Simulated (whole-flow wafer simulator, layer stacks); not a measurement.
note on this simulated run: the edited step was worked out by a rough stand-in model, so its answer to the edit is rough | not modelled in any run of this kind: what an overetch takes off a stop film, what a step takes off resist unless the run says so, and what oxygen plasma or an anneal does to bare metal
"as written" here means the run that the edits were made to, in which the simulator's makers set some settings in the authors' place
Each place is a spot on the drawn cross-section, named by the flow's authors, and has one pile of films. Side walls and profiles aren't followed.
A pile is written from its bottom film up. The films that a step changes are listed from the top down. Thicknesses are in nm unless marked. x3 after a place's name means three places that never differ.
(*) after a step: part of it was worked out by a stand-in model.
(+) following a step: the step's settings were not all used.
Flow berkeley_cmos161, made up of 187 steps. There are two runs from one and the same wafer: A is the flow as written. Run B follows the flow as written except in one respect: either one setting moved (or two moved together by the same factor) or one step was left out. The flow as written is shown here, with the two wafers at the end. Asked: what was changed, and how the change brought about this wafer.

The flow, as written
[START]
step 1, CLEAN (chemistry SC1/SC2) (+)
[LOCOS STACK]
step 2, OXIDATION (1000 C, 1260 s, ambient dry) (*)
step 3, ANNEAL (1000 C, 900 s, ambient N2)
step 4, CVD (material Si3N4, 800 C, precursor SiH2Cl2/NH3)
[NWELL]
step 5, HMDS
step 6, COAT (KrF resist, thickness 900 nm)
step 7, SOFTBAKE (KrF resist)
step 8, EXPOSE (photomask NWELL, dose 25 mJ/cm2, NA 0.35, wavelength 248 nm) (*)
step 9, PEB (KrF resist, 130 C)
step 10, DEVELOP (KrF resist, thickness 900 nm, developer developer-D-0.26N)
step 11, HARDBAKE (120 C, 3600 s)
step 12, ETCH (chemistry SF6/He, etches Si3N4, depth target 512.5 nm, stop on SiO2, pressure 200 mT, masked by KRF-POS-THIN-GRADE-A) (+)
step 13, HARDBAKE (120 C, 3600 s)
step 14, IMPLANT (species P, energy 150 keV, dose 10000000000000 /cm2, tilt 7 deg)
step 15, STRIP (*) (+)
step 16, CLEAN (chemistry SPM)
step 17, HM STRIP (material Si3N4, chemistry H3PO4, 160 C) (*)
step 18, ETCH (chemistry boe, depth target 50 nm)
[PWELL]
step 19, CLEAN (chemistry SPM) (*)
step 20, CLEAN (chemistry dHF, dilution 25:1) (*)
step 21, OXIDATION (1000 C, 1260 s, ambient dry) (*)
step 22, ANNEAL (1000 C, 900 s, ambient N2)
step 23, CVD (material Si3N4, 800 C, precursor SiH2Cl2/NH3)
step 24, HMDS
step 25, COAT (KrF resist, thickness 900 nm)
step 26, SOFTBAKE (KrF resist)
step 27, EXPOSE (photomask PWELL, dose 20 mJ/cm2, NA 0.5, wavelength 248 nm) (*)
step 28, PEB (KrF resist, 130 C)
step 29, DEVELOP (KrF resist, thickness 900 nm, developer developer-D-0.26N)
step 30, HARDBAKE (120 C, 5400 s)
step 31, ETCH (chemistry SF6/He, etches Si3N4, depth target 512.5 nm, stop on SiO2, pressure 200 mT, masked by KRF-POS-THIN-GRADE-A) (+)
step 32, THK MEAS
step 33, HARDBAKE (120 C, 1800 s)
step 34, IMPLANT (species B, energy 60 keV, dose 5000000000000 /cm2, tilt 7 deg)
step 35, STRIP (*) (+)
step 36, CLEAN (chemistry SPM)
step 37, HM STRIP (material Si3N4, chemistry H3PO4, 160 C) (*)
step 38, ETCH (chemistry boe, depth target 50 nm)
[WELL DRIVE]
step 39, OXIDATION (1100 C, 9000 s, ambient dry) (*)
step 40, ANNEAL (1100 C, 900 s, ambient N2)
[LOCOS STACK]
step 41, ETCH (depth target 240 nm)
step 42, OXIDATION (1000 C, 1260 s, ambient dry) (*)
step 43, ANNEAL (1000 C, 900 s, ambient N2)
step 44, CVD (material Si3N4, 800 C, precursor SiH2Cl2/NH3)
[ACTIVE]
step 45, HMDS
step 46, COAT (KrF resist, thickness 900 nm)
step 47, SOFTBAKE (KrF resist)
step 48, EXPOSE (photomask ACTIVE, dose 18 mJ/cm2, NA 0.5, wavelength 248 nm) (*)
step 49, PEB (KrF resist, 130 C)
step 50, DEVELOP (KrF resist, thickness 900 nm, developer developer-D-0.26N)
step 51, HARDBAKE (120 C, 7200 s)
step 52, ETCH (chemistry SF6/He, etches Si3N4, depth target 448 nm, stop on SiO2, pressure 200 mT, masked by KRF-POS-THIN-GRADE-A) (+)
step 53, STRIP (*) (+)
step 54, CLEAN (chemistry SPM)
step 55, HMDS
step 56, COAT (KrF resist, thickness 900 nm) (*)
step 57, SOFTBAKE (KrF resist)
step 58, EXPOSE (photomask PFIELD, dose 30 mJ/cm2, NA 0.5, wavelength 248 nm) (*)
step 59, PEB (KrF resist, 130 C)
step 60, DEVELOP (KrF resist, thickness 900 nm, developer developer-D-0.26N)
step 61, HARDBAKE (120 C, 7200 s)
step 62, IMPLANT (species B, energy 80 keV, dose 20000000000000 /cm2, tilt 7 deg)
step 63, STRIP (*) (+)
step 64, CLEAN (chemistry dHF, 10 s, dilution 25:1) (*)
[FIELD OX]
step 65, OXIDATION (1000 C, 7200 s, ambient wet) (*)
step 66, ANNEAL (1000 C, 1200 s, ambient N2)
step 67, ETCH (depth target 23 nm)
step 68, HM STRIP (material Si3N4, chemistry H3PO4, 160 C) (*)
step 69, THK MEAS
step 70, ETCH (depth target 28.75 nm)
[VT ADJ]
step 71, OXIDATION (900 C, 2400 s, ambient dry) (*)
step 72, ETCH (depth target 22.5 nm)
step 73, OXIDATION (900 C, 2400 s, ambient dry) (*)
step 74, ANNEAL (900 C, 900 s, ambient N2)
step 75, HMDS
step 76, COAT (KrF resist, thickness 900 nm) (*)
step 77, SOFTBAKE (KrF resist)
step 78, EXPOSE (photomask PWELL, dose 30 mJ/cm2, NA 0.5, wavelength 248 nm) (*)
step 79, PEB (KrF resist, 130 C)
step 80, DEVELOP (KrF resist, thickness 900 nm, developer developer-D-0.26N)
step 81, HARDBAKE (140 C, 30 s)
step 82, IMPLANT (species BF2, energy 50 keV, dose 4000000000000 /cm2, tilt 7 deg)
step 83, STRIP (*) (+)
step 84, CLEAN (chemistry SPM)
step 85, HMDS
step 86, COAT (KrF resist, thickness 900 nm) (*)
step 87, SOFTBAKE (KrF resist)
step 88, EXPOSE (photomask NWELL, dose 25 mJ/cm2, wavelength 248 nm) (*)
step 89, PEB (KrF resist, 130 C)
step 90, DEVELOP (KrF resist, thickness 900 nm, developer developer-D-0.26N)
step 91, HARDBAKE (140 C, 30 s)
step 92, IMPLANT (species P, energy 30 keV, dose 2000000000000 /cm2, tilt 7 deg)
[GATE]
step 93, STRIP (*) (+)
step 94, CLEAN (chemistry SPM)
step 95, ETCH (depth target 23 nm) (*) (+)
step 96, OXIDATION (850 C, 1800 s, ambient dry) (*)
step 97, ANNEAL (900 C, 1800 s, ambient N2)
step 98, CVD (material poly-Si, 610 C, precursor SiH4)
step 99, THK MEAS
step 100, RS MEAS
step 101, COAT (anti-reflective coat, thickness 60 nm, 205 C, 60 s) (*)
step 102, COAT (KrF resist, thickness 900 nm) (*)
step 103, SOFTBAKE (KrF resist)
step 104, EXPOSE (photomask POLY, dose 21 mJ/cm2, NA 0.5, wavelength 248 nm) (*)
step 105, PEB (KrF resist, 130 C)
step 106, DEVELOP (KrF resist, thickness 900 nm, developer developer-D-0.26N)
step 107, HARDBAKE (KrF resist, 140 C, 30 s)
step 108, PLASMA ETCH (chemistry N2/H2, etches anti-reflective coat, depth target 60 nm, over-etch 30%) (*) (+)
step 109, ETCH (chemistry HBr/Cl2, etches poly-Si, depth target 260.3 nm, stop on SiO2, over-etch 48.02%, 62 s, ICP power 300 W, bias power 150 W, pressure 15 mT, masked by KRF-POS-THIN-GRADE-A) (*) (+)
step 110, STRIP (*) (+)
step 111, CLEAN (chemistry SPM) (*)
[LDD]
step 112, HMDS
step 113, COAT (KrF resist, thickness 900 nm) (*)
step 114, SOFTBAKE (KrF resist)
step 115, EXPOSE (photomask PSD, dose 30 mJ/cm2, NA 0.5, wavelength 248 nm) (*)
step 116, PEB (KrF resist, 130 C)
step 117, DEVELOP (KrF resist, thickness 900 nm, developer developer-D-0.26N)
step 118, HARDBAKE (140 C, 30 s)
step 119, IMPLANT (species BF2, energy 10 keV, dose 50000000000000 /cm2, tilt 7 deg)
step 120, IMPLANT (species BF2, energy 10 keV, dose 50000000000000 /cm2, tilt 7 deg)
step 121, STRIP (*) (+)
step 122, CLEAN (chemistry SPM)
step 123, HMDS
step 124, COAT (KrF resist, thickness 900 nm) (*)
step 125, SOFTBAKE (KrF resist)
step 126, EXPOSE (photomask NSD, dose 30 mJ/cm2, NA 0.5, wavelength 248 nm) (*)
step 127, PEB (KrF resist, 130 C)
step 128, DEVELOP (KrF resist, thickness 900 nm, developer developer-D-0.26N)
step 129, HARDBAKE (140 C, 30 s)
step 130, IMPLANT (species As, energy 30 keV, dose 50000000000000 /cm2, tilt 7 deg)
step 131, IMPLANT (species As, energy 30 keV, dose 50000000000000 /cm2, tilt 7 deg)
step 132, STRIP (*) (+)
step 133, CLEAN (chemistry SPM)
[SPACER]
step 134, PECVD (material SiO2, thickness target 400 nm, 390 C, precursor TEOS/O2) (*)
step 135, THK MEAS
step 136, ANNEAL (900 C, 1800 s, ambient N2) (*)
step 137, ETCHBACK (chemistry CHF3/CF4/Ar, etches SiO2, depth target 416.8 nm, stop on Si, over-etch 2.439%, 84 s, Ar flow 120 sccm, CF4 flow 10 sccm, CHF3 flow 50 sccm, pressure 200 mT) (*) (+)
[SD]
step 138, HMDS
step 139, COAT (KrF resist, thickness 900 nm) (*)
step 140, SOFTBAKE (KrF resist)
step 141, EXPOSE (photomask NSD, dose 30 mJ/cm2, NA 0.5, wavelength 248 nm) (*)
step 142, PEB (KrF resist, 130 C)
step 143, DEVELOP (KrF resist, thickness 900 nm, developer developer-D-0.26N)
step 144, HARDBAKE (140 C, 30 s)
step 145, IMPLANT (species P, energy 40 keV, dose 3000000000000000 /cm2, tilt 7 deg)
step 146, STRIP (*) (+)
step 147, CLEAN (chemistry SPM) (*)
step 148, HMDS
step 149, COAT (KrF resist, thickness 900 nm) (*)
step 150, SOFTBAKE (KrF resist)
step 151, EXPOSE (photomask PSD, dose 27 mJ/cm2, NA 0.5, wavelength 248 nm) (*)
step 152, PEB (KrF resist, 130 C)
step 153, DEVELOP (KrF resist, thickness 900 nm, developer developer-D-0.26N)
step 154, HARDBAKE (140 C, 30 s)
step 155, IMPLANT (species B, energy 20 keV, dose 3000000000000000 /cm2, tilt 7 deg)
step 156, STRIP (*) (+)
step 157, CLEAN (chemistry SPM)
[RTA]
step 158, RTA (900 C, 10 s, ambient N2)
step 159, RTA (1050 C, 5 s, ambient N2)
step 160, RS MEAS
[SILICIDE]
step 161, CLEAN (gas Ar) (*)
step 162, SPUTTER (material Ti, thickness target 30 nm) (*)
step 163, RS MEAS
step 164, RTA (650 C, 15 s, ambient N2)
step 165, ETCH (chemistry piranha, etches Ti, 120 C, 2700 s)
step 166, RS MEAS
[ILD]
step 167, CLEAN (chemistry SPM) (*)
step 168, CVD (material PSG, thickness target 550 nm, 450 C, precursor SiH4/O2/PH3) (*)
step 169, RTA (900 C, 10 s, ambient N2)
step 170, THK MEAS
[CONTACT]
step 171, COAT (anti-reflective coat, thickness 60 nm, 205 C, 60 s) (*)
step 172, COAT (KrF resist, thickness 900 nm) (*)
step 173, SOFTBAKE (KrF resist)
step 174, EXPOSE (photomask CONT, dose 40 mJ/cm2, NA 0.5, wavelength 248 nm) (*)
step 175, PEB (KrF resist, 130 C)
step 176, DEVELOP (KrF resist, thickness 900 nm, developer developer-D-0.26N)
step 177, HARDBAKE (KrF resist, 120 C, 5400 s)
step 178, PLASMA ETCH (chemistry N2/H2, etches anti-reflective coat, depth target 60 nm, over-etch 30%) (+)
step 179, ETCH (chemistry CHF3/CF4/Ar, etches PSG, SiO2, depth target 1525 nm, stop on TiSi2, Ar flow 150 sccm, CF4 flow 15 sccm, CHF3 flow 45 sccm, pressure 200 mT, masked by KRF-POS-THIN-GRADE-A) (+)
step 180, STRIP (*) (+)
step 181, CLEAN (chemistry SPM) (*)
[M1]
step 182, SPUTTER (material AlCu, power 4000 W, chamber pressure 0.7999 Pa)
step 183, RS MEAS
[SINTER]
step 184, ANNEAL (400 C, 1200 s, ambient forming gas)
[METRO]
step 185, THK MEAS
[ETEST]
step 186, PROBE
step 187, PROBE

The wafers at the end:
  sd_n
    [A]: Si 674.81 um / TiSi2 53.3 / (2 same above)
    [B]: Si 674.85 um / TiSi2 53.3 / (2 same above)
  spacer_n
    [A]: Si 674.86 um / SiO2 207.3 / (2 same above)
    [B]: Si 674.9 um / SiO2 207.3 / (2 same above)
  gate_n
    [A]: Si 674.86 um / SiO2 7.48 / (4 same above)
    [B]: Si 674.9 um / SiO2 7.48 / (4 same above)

What caused this: step 39, OXIDATION: 3600 s was run, whereas the flow has 9000 s.

Step by step, how the change led to this:
  step 39, OXIDATION (1100 C, 9000 s, ambient dry) (*)
      field, sd_n, spacer_n and 6 more: A SiO2 gains 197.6 (new film), Si loses 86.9 | B SiO2 gains 112.4 (new film), Si loses 49.5
  step 41, ETCH (depth target 240 nm)
      field, sd_n, spacer_n and 6 more: A SiO2 loses 197.6 (all of it) | B SiO2 loses 112.4 (all of it)
